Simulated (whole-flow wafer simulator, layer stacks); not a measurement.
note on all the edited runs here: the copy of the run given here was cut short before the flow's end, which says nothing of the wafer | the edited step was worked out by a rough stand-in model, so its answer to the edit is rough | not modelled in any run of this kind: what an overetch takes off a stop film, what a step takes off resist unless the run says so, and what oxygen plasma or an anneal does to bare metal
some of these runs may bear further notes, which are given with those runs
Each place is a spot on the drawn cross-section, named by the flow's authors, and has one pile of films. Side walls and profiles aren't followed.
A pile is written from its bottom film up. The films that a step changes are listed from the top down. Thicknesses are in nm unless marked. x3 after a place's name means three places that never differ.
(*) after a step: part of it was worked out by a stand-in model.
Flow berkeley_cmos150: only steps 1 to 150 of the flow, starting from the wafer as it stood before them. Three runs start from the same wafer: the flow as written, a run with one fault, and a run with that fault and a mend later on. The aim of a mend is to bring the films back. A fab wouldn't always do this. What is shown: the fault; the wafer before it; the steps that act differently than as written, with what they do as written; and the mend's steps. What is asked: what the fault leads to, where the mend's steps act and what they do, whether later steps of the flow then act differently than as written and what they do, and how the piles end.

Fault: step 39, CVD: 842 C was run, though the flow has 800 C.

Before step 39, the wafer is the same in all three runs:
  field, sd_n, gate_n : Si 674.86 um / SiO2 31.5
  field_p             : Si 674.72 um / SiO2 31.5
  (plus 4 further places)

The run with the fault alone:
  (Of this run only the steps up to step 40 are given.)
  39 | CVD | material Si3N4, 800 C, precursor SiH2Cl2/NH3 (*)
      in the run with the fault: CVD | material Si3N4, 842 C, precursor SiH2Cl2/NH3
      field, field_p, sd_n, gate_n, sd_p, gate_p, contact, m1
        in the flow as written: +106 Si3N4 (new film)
        in the run with the fault: +147.8 Si3N4 (new film)
  Later steps of the flow up to step 40 that are run all act as written at every place that is followed.
  Once step 40 is done, the piles at field, field_p, sd_n, gate_n, sd_p, gate_p, contact, m1 depart from the flow's by more than 2% or 0.5 nm, whichever is larger.
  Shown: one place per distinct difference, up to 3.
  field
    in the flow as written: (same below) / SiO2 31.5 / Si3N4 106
    in the run with the fault: (same below) / SiO2 31.5 / Si3N4 147.8

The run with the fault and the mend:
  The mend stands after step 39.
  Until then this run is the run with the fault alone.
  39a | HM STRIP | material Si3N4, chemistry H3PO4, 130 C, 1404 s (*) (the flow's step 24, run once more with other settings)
      field, field_p, sd_n, gate_n, sd_p, gate_p, contact, m1
        -41.7 Si3N4
  Later steps of the flow that are run all act as written at every place that is followed, up to a difference of at most 2% or 0.5 nm, whichever is larger.
  By the end, the piles equal the flow's at every place that both follow.
